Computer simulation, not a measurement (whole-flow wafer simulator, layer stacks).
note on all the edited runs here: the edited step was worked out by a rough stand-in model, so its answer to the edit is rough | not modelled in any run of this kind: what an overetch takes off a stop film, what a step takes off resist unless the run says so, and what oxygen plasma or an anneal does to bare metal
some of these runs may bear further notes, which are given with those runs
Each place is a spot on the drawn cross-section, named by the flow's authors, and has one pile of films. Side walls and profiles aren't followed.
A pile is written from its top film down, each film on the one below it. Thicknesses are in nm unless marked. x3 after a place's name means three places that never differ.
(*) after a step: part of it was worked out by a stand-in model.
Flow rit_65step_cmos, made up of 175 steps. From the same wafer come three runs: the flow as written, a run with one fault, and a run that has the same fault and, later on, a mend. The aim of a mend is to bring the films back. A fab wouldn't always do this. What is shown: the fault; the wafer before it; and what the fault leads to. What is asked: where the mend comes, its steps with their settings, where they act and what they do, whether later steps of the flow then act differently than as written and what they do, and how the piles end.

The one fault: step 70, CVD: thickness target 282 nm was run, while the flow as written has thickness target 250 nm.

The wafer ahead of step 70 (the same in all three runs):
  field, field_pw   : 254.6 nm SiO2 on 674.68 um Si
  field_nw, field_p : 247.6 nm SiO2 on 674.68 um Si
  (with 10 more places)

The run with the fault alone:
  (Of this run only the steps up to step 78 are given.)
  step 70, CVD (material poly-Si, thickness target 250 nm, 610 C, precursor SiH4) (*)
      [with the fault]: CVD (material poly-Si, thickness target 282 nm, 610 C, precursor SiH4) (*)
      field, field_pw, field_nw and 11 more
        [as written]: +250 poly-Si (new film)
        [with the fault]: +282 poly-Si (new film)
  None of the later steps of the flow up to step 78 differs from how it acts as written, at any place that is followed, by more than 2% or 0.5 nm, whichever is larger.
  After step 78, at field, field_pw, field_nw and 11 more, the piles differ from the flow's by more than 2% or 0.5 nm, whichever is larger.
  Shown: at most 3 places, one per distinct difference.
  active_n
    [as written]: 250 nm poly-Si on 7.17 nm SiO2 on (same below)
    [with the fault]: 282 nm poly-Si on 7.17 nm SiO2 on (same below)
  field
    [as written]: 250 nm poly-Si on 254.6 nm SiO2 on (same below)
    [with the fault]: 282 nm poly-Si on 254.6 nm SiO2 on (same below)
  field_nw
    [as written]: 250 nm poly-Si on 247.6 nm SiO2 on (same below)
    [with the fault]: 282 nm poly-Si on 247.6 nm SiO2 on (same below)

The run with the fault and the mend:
  The mend follows step 71.
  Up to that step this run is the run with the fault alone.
  step 71a, ETCH (chemistry tmah, depth target 32 nm)
      field, field_pw, field_nw and 11 more
        -32 poly-Si
  None of the later steps of the flow acts differently than as written at any place that is followed.
  At every place that both follow, the piles at the end match the flow's.
